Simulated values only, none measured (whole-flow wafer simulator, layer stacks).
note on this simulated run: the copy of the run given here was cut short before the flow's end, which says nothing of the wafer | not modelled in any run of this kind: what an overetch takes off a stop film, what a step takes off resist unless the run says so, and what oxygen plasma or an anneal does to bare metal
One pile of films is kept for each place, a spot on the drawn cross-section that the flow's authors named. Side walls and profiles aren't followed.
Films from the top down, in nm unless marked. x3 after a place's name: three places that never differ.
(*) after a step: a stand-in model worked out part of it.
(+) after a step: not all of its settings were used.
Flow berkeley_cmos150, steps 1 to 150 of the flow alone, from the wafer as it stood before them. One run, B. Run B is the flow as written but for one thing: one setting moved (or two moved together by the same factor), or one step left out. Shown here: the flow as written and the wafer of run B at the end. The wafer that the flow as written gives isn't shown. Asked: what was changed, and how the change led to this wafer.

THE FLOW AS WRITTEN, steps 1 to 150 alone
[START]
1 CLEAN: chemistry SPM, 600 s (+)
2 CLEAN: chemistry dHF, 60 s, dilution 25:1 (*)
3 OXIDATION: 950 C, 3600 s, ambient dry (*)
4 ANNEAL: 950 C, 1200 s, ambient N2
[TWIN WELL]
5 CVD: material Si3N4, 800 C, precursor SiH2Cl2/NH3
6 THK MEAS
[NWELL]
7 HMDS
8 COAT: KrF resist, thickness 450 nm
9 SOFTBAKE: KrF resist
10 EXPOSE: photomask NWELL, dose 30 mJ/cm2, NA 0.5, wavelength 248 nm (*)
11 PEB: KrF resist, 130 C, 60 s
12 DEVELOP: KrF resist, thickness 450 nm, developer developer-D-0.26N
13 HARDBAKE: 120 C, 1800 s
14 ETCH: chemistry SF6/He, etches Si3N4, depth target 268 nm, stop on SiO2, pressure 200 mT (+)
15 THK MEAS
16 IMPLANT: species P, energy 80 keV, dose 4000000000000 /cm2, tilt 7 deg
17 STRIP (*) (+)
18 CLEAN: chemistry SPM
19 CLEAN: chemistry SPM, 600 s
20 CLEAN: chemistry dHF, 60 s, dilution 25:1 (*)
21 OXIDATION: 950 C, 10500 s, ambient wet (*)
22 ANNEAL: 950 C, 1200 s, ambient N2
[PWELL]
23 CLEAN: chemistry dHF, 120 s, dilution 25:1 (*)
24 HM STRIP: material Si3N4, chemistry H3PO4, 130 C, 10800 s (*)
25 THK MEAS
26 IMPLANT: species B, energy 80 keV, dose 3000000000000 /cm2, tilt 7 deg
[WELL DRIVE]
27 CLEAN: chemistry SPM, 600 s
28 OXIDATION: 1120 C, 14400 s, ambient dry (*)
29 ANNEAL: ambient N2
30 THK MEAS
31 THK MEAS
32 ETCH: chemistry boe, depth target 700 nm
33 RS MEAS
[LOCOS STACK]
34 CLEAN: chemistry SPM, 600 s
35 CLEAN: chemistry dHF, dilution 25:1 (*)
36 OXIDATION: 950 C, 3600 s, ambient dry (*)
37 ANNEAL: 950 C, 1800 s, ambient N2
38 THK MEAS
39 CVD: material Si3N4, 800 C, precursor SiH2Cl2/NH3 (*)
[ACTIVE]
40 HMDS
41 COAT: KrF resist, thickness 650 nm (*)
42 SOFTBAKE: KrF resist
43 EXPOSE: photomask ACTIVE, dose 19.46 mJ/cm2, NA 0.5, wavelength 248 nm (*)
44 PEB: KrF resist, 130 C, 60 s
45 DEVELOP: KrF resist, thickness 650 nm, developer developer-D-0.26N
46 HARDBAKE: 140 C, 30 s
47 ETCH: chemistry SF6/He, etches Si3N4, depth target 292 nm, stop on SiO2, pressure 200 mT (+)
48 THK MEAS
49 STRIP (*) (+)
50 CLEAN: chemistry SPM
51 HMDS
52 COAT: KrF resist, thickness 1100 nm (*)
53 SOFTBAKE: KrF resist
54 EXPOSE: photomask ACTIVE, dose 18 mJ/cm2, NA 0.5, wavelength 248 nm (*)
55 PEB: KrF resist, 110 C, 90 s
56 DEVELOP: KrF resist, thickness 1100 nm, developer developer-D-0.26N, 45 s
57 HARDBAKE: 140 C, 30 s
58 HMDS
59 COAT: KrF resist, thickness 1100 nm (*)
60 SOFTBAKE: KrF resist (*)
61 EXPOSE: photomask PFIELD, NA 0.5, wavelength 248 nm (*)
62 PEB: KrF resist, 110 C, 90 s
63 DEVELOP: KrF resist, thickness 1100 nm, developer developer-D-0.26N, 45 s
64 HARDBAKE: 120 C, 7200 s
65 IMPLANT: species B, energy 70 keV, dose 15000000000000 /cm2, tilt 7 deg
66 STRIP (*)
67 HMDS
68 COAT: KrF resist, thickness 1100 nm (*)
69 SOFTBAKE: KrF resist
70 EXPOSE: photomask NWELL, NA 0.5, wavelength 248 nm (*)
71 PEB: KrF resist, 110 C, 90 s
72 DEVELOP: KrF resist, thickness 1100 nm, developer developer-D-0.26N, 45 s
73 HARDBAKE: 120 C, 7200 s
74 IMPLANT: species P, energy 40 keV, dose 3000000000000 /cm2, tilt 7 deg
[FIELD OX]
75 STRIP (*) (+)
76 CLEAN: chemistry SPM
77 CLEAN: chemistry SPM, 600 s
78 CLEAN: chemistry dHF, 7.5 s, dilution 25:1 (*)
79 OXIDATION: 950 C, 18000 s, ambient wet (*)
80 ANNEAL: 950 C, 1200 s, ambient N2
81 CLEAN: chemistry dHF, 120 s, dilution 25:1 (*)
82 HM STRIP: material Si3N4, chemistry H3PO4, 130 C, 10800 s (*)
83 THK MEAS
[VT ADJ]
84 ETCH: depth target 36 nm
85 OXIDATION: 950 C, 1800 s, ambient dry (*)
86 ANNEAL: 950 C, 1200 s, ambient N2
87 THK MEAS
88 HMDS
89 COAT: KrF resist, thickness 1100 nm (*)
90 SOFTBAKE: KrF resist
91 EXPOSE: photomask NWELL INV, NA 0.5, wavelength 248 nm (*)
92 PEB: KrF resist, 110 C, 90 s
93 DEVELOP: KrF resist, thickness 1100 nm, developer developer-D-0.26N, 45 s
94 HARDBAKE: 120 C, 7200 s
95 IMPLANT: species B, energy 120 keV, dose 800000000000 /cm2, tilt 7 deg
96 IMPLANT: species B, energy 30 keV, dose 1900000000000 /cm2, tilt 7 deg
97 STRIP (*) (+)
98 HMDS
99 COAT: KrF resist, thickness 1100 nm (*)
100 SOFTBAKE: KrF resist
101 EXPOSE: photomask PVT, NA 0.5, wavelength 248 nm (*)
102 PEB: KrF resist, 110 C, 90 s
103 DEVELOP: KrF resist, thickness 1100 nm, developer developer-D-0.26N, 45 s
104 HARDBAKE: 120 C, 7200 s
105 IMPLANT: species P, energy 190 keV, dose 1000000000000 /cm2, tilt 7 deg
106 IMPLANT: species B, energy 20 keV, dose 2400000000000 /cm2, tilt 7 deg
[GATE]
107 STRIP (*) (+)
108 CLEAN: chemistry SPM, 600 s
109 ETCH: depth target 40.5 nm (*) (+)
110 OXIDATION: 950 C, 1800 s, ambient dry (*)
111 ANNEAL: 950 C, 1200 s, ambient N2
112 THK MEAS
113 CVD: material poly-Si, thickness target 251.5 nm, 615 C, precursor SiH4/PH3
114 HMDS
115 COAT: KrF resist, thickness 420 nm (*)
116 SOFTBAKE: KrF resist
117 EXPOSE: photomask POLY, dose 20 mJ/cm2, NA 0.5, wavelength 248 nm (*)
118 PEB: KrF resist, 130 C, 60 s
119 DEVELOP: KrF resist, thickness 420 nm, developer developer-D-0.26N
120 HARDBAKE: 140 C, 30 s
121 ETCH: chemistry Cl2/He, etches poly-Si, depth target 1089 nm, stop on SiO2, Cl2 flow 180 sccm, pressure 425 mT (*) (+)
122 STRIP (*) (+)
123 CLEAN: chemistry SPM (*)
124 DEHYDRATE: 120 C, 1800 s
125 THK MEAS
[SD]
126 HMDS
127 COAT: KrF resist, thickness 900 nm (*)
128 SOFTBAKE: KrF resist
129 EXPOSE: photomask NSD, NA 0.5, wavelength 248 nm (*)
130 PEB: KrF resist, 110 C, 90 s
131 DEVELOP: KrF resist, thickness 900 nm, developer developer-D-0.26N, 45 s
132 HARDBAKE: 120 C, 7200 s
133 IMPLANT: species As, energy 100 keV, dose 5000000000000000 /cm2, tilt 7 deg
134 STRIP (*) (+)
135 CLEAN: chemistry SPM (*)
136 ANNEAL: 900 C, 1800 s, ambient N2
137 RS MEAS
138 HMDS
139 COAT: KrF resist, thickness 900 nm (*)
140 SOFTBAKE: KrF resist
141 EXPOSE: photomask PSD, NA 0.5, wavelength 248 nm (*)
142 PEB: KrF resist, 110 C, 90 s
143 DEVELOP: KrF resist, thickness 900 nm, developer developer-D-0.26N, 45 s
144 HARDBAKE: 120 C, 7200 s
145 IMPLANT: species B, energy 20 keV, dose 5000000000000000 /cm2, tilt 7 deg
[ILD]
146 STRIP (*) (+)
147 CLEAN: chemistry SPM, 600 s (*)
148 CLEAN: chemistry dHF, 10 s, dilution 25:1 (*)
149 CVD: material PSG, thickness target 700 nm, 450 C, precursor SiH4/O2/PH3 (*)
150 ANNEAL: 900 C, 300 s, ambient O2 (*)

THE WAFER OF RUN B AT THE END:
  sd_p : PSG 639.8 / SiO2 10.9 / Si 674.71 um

The cause: step 145, IMPLANT: dose 2000000000000000 /cm2 was run, where the flow has dose 5000000000000000 /cm2.

How the change led to this, step by step:
  148 CLEAN: chemistry dHF, 10 s, dilution 25:1 (*)
      sd_p: SiO2 -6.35 (as written it would be: SiO2 -7.51)
